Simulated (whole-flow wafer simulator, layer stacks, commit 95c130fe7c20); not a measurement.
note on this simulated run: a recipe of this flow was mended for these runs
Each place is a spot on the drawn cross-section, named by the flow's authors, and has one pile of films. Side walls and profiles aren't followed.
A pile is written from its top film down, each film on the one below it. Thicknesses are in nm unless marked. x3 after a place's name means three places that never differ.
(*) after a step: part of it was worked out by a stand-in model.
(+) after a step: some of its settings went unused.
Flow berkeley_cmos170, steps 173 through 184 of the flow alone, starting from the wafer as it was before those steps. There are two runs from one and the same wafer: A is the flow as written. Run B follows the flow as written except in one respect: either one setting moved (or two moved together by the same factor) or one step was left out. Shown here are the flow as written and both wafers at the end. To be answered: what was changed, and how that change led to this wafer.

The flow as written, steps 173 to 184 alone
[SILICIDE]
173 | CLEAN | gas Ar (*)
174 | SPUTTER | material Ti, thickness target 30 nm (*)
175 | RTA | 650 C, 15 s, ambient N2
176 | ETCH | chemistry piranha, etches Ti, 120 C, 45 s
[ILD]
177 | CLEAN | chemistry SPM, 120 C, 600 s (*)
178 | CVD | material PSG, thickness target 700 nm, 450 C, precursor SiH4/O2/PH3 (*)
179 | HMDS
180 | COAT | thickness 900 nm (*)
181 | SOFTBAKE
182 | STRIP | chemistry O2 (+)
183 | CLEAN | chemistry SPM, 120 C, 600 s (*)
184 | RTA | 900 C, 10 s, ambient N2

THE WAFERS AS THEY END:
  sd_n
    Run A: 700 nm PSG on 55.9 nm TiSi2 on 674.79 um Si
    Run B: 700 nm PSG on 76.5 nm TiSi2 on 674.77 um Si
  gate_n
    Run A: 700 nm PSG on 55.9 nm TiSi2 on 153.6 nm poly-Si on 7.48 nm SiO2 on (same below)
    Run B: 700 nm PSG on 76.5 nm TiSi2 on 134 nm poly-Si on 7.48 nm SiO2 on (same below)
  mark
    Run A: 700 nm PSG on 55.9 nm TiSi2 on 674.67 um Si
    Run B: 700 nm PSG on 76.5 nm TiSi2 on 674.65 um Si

What caused this: step 174, SPUTTER: thickness target 41 nm was run, while the flow as written has thickness target 30 nm.

The path from the change to this, step by step:
  174 | SPUTTER | material Ti, thickness target 30 nm (*)
      field, mark, sd_n and 10 more: A Ti gains 30 (new film) | B Ti gains 41 (new film)
  175 | RTA | 650 C, 15 s, ambient N2
      mark, sd_n, sd_p, contact, m1, via1, m2, via2: A Ti loses 23.4, TiSi first gains 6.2 (new film), TiSi2 C49 gains 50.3 (new film), Si loses 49 | B Ti loses 32, TiSi first gains 30.8 (new film), TiSi2 C49 gains 35.6 (new film), Si loses 52.2
      gate_n, gate_p: A Ti loses 23.4, TiSi first gains 6.2 (new film), TiSi2 C49 gains 50.3 (new film), poly-Si loses 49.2 | B Ti loses 32, TiSi first gains 30.8 (new film), TiSi2 C49 gains 35.6 (new film), poly-Si loses 52.4
  176 | ETCH | chemistry piranha, etches Ti, 120 C, 45 s
      mark, sd_n, gate_n and 7 more: A Ti loses 6.6 (all of it), TiSi first loses 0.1 | B Ti loses 9.02 (all of it), TiSi first loses 0.1
      field, spacer_n, spacer_p: A Ti loses 30 (all of it) | B Ti loses 41 (all of it)
  184 | RTA | 900 C, 10 s, ambient N2
      mark, sd_n, sd_p, contact, m1, via1, m2, via2: A under 1 film: TiSi2 gains 55.9 (new film), TiSi first loses 6.09 (all of it), TiSi2 C49 loses 50.3 (all of it), Si loses 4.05 | B under 1 film: TiSi2 gains 76.5 (new film), TiSi first loses 30.7 (all of it), TiSi2 C49 loses 35.6 (all of it), Si loses 20.4
      gate_n, gate_p: A under 1 film: TiSi2 gains 55.9 (new film), TiSi first loses 6.09 (all of it), TiSi2 C49 loses 50.3 (all of it), poly-Si loses 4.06 | B under 1 film: TiSi2 gains 76.5 (new film), TiSi first loses 30.7 (all of it), TiSi2 C49 loses 35.6 (all of it), poly-Si loses 20.4
